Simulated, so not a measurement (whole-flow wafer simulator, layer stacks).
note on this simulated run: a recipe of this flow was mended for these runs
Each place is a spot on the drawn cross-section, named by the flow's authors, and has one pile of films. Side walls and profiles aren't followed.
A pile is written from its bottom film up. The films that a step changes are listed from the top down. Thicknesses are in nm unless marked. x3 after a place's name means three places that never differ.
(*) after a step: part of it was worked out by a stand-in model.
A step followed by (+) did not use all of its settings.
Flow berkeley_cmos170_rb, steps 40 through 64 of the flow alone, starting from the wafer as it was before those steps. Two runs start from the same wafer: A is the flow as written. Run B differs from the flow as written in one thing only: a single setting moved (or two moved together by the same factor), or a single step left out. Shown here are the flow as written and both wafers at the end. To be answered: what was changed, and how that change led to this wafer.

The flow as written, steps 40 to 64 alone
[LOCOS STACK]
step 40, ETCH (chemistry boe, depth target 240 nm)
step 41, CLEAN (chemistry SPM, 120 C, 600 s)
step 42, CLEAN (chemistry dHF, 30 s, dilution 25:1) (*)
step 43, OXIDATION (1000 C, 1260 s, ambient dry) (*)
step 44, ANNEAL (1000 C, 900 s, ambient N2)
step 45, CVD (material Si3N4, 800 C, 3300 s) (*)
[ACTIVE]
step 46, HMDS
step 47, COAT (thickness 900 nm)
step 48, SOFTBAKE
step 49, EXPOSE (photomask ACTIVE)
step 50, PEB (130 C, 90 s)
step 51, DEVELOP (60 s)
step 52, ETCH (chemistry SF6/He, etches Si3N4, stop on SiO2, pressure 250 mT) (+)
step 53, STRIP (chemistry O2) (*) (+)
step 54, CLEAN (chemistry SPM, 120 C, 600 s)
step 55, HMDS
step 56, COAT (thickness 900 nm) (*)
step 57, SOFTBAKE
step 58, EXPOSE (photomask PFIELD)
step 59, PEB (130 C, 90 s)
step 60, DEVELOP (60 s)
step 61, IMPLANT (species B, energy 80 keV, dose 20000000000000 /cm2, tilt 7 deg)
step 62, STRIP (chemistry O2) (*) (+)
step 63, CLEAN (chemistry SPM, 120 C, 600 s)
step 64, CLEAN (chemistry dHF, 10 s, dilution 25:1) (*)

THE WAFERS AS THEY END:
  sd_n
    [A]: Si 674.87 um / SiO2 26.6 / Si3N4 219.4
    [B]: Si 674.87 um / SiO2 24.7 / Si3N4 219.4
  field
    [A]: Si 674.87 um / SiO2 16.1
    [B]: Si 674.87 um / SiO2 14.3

The reason: step 43, OXIDATION: 1102 s was run, though the flow has 1260 s.

Step by step, how the change led to this:
  step 43, OXIDATION (1000 C, 1260 s, ambient dry) (*)
      field, sd_n, spacer_n and 6 more: A +26.6 SiO2 (new film), -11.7 Si | B +24.7 SiO2 (new film), -10.9 Si
